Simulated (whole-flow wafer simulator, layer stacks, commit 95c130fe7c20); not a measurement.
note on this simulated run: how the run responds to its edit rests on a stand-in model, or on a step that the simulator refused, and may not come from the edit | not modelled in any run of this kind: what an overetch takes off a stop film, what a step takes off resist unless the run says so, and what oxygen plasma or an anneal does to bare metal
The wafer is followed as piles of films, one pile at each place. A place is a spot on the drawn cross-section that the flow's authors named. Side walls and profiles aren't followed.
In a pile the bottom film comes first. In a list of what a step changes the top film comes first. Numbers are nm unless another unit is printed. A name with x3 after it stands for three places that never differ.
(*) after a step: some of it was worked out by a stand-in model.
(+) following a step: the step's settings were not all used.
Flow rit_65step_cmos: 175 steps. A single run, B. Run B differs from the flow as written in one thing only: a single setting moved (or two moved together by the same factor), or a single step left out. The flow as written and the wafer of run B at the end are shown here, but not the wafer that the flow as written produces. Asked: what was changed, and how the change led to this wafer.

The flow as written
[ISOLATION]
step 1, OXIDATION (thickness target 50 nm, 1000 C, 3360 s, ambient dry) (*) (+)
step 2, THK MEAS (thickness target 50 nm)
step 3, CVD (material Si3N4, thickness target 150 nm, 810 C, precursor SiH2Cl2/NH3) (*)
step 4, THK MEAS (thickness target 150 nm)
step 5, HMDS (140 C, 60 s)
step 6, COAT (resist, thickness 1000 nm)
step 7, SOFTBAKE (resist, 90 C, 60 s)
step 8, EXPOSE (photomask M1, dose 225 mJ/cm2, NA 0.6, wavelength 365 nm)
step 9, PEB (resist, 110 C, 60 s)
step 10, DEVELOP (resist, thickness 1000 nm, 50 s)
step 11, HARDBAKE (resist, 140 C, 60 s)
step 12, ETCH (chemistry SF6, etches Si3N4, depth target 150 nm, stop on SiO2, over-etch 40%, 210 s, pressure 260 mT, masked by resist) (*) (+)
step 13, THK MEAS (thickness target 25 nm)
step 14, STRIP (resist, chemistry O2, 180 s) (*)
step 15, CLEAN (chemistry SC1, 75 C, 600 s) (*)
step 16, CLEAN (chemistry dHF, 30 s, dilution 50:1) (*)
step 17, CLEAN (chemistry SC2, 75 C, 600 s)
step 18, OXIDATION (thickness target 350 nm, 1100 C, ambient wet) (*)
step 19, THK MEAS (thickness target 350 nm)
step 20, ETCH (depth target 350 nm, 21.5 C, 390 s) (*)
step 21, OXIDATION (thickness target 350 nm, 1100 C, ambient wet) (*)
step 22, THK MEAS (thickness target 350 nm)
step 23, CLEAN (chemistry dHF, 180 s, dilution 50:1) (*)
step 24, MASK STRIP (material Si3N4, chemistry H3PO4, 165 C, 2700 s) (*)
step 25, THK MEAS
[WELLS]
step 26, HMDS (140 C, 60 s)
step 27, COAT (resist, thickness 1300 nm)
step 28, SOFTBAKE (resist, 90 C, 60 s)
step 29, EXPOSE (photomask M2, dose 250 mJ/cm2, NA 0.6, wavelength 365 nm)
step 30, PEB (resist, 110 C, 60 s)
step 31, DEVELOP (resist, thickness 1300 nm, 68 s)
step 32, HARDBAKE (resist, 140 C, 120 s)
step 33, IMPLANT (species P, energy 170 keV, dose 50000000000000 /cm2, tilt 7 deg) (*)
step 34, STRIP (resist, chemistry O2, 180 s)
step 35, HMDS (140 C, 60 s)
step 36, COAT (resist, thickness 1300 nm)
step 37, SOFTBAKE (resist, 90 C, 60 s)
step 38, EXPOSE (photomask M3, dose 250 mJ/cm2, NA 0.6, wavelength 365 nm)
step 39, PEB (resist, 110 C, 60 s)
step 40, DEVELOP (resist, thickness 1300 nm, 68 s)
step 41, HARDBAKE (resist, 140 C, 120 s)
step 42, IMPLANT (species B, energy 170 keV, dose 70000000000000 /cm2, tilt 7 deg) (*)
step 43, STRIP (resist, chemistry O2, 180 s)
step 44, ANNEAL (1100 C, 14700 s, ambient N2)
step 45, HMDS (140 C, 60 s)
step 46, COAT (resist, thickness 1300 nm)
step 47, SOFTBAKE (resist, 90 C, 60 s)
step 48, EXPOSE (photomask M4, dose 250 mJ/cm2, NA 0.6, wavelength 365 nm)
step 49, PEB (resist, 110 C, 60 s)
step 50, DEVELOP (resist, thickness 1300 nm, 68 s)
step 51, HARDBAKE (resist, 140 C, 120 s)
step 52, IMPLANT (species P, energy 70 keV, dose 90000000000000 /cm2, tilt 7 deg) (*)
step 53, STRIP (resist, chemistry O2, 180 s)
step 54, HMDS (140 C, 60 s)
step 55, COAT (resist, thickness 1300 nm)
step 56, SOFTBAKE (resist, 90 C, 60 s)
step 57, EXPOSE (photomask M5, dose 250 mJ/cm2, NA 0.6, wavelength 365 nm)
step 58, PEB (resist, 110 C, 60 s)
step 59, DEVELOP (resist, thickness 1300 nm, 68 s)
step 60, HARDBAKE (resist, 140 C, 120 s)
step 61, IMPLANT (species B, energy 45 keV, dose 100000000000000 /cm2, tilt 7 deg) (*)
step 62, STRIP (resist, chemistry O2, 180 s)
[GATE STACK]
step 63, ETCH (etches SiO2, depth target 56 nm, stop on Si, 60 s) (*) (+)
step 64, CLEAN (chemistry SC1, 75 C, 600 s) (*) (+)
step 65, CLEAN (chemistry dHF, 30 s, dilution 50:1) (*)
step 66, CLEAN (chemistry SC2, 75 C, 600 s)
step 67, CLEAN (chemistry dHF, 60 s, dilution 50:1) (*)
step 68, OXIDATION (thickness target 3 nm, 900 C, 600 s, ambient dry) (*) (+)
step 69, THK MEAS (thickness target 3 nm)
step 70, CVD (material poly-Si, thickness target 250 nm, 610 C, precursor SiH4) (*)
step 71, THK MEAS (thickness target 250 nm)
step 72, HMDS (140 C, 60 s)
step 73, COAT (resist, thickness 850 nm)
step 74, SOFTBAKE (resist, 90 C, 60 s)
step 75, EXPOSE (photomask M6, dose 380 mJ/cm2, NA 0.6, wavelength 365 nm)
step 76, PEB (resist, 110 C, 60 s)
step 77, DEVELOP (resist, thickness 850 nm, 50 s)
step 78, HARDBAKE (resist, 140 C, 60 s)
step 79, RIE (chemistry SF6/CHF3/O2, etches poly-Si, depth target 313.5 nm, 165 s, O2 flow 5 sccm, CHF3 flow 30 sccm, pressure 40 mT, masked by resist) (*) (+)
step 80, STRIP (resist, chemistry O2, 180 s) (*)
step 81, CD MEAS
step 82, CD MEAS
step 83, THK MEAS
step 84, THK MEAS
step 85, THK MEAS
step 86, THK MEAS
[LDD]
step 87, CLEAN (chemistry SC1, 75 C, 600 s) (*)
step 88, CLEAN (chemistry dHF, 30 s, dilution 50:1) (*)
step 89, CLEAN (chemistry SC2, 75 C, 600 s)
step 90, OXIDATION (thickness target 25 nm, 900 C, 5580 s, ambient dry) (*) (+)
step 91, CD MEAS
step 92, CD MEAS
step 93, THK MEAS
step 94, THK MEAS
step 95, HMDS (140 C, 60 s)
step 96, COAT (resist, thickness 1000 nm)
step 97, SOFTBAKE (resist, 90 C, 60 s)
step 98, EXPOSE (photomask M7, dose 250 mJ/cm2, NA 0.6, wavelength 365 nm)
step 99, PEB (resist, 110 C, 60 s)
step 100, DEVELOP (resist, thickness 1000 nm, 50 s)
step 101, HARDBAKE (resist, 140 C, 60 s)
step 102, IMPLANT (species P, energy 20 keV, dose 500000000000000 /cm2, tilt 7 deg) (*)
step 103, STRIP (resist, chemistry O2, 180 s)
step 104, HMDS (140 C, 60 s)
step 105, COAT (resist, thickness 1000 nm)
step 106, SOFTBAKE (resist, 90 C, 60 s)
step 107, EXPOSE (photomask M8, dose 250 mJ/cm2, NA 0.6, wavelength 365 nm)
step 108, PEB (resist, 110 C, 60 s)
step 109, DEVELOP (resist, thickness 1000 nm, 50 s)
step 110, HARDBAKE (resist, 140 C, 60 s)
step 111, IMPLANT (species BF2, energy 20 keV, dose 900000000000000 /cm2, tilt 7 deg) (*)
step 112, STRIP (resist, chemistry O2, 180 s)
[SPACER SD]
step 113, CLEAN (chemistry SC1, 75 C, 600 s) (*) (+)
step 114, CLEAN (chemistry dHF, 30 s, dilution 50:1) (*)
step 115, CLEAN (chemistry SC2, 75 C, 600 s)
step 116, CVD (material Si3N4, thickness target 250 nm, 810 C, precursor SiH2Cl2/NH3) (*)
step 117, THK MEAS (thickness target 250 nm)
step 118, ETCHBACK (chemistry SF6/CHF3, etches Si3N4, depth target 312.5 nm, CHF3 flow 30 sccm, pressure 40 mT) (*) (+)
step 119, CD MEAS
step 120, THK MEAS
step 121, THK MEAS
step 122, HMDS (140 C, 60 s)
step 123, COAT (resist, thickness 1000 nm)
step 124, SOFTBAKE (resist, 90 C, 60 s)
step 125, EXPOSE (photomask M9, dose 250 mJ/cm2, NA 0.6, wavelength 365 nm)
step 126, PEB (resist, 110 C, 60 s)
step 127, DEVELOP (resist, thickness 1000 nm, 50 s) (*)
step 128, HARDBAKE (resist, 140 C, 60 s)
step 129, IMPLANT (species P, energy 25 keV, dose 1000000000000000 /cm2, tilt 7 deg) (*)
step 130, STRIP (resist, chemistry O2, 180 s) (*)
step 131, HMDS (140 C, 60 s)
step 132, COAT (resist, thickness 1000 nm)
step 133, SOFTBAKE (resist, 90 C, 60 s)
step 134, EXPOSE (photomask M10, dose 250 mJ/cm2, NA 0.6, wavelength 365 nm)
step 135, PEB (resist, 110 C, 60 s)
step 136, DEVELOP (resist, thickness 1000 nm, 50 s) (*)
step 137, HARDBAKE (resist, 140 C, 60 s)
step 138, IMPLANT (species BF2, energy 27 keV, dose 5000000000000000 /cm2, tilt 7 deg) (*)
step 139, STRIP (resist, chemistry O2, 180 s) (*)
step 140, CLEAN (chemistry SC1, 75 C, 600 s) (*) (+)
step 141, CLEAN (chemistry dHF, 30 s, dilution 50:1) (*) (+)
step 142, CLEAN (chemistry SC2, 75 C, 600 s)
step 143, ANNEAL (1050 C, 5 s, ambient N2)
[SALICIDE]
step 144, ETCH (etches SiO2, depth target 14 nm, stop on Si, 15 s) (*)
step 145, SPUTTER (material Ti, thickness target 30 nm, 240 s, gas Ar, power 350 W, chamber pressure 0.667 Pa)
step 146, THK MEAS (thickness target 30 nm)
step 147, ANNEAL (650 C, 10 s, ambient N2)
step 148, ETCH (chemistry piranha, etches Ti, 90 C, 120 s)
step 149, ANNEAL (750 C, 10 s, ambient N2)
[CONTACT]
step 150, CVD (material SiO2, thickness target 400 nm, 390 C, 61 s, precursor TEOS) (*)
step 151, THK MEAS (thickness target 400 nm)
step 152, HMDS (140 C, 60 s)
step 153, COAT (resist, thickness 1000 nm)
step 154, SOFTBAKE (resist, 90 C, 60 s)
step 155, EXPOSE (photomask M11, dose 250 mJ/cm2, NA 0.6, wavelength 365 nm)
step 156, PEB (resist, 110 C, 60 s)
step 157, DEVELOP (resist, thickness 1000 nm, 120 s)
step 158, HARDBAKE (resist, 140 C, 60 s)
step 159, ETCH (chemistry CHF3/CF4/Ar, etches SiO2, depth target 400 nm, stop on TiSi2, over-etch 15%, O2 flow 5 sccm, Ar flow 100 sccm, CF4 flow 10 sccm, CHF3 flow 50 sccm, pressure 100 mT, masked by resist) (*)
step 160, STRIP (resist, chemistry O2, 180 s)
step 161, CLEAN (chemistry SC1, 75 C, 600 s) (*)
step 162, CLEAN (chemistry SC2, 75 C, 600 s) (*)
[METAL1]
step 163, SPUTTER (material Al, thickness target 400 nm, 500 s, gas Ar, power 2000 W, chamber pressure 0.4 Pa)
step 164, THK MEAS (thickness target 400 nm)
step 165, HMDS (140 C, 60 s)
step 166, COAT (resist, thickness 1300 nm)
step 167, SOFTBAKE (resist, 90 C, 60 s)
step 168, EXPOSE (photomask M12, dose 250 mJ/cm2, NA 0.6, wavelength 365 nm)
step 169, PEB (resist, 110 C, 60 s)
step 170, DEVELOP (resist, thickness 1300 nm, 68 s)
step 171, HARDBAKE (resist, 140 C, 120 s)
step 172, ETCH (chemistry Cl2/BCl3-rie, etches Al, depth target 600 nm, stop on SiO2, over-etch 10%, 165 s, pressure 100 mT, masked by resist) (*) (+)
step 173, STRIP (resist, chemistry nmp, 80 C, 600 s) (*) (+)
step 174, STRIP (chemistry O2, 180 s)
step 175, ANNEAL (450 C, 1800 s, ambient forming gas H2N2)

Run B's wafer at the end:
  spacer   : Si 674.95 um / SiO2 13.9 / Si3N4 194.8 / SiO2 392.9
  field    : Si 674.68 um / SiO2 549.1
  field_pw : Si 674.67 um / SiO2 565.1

Cause: step 163, SPUTTER: thickness target 636 nm was run, whereas the flow has thickness target 400 nm; step 163, SPUTTER: 795 s was run, where the flow has 500 s.

The path from the change to this, step by step:
  step 163, SPUTTER (material Al, thickness target 400 nm, 500 s, gas Ar, power 2000 W, chamber pressure 0.4 Pa)
      field, field_pw, field_p, spacer, spacer_p: +636 Al (new film) (in the flow as written it would be: +400 Al (new film))
      gate_n, gate_p: +570.4 Al (new film) (in the flow as written it would be: +396 Al (new film))
      (and at 1 other place as well)
  step 166, COAT (resist, thickness 1300 nm)
      gate_n: +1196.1 resist (new film) (in the flow as written it would be: +1131.7 resist (new film))
      gate_p: +1199.3 resist (new film) (in the flow as written it would be: +1135.6 resist (new film))
  step 169, PEB (resist, 110 C, 60 s)
      gate_n: -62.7 resist (in the flow as written it would be: -59.1 resist)
      gate_p: -62.8 resist (in the flow as written it would be: -59.3 resist)
  step 170, DEVELOP (resist, thickness 1300 nm, 68 s)
      gate_n: -1133.4 resist (all of it) (in the flow as written it would be: -1072.6 resist (all of it))
      gate_p: -1136.5 resist (all of it) (in the flow as written it would be: -1076.3 resist (all of it))
  step 172, ETCH (chemistry Cl2/BCl3-rie, etches Al, depth target 600 nm, stop on SiO2, over-etch 10%, 165 s, pressure 100 mT, masked by resist) (*) (+)
      field, field_pw, field_p, spacer, spacer_p: -636 Al (all of it), -3 SiO2 (in the flow as written it would be: -400 Al (all of it), -32.5 SiO2)
      gate_n, gate_p: -570.4 Al (all of it), -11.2 SiO2 (in the flow as written it would be: -396 Al (all of it), -33 SiO2)
      (and at 1 other place as well)
